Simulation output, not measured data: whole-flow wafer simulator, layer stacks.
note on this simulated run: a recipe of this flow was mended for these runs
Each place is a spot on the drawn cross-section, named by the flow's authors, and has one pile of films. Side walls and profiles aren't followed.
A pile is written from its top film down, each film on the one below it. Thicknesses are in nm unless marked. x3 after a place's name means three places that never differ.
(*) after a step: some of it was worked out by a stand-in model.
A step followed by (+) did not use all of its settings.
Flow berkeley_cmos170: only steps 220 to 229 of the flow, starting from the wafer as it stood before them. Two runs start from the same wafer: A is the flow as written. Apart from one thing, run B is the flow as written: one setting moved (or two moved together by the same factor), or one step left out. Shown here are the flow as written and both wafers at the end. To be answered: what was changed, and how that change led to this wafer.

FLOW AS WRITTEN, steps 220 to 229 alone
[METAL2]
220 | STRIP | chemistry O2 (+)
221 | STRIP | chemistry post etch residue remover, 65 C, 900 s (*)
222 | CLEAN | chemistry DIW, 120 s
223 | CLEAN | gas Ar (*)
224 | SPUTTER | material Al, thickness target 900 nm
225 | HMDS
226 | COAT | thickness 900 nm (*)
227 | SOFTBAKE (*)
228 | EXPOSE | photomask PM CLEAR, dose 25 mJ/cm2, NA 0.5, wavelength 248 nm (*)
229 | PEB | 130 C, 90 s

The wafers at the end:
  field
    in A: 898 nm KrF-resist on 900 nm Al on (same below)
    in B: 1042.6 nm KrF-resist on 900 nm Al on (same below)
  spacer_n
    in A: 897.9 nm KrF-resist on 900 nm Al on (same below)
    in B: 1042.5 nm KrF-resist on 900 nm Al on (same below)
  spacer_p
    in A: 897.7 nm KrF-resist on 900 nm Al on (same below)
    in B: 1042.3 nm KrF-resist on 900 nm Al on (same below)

Cause: step 226, COAT: thickness 1045 nm was run, while the flow as written has thickness 900 nm.

The path from the change to this, step by step:
  226 | COAT | thickness 900 nm (*)
      spacer_n, gate_n: A KrF-resist gains 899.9 (new film) | B KrF-resist gains 1044.9 (new film)
      field: A KrF-resist gains 900 (new film) | B KrF-resist gains 1044.9 (new film)
      (as well as at 10 more places)
  229 | PEB | 130 C, 90 s
      via1: A KrF-resist loses 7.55 | B KrF-resist loses 8.8
